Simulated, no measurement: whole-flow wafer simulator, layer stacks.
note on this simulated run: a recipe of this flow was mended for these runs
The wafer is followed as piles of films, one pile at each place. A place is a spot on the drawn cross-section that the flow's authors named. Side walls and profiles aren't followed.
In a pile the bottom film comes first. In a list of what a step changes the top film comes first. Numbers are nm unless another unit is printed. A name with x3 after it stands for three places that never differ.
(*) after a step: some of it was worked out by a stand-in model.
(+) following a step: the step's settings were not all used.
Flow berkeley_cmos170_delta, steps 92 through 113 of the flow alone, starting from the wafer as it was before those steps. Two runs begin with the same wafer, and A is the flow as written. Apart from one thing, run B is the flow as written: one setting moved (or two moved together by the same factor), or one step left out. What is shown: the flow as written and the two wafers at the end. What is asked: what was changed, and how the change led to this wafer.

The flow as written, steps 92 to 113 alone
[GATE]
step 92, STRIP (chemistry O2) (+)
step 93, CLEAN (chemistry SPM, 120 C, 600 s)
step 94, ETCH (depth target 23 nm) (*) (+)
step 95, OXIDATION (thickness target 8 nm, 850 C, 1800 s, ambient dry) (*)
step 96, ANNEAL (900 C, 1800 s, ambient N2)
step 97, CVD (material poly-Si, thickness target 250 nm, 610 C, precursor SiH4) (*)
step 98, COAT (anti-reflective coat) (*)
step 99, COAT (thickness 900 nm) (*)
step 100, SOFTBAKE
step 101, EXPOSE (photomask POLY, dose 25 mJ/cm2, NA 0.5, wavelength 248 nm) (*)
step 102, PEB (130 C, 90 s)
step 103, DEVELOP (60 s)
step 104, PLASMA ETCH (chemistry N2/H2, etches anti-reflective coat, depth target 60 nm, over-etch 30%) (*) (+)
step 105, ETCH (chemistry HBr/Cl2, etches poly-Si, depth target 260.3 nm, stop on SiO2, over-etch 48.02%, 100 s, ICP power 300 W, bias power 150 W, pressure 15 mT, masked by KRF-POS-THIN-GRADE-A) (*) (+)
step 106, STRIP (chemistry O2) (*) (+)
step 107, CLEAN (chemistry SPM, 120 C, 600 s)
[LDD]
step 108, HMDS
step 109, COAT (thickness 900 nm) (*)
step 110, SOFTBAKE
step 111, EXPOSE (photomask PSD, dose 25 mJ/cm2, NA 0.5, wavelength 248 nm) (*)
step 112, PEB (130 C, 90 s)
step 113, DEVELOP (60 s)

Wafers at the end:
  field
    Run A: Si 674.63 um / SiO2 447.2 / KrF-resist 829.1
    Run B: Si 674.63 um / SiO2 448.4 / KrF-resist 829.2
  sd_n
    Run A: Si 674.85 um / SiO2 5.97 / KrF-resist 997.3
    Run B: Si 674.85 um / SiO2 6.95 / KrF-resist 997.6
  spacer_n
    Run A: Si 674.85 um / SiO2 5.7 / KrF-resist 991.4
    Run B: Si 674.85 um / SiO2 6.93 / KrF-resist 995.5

What caused this: step 97, CVD: thickness target 280 nm was run, while the flow as written has thickness target 250 nm.

Step by step, how the change led to this:
  step 97, CVD (material poly-Si, thickness target 250 nm, 610 C, precursor SiH4) (*)
      field, sd_n, spacer_n and 6 more: A poly-Si gains 250 (new film) | B poly-Si gains 280 (new film)
  step 105, ETCH (chemistry HBr/Cl2, etches poly-Si, depth target 260.3 nm, stop on SiO2, over-etch 48.02%, 100 s, ICP power 300 W, bias power 150 W, pressure 15 mT, masked by KRF-POS-THIN-GRADE-A) (*) (+)
      field: A poly-Si loses 245.4 (all of it), SiO2 loses 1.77 | B poly-Si loses 275.3 (all of it), SiO2 loses 0.55
      sd_n: A poly-Si loses 248.7 (all of it), SiO2 loses 1.52 | B poly-Si loses 278.7 (all of it), SiO2 loses 0.53
      (as well as at 5 more places)
  step 109, COAT (thickness 900 nm) (*)
      gate: A KrF-resist gains 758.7 (new film) | B KrF-resist gains 734.4 (new film)
      gate_p: A KrF-resist gains 754.5 (new film) | B KrF-resist gains 730.2 (new film)
  step 113, DEVELOP (60 s)
      gate_p: A KrF-resist loses 752.9 (all of it) | B KrF-resist loses 728.7 (all of it)
